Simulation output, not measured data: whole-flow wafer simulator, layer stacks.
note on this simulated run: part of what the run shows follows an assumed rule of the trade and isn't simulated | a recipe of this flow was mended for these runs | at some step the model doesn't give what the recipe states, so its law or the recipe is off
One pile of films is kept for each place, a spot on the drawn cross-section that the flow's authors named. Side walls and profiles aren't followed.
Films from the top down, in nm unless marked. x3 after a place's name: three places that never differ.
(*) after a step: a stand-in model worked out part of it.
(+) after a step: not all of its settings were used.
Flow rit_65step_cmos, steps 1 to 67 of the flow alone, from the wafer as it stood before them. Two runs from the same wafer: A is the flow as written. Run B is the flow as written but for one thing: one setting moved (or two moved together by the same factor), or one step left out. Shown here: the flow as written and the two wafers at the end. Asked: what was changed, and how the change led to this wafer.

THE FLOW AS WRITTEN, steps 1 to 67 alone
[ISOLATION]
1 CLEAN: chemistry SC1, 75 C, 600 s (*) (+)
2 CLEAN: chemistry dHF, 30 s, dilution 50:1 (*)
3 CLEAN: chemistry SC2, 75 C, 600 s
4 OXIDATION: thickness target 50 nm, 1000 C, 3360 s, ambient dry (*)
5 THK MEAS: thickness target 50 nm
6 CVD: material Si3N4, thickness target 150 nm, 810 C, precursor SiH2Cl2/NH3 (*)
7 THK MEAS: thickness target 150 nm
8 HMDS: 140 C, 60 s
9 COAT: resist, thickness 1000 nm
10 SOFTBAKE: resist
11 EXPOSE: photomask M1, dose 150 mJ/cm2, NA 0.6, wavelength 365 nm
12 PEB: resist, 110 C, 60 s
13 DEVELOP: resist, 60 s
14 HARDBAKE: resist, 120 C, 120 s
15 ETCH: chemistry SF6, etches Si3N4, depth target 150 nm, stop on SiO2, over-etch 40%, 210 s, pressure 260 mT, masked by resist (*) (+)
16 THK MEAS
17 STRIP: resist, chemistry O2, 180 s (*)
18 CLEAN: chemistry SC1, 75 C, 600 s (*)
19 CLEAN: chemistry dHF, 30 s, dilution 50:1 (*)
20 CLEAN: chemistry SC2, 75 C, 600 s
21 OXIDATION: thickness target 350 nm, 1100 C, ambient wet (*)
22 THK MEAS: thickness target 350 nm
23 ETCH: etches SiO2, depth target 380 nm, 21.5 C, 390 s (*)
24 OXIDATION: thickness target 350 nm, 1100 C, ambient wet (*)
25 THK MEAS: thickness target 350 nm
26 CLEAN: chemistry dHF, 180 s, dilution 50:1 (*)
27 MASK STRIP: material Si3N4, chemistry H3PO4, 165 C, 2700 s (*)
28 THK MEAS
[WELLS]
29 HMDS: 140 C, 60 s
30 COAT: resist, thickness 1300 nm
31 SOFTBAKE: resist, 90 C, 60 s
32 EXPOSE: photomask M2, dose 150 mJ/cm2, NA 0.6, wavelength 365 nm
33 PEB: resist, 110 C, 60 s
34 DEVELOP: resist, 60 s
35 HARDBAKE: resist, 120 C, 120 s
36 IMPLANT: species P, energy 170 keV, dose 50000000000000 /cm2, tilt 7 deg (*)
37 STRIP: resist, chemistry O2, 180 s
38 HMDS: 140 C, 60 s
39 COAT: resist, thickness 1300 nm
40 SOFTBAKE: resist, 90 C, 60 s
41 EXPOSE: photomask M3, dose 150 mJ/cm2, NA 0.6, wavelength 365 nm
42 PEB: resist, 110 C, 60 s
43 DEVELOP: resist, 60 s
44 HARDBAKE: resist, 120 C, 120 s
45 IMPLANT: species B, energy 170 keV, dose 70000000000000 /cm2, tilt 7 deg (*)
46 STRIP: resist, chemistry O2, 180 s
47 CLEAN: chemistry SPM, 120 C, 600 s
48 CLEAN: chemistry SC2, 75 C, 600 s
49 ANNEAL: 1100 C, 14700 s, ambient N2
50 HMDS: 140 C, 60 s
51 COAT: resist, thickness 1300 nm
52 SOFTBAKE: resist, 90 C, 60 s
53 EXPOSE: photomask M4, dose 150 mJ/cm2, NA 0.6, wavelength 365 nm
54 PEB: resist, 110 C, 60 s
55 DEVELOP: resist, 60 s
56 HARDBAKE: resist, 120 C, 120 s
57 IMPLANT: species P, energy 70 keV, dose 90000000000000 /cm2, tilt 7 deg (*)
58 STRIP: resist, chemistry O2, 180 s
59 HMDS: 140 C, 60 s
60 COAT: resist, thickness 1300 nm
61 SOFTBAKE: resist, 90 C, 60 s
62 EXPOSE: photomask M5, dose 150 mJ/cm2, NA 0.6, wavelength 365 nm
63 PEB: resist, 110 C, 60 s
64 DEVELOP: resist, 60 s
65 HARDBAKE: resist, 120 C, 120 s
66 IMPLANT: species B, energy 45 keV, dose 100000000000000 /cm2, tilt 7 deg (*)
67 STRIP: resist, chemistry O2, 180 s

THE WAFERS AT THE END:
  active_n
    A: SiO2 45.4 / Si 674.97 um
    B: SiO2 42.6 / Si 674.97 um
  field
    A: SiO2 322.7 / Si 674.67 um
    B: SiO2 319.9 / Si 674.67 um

The cause: step 27, MASK STRIP: 3409 s was run, where the flow has 2700 s.

How the change led to this, step by step:
  27 MASK STRIP: material Si3N4, chemistry H3PO4, 165 C, 2700 s (*)
      active_n, active_p, gate_n and 7 more: A Si3N4 -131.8 (all of it), SiO2 -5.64 | B Si3N4 -131.8 (all of it), SiO2 -8.44
      field, field_pw, field_nw, field_p: A SiO2 -10.7 | B SiO2 -13.5
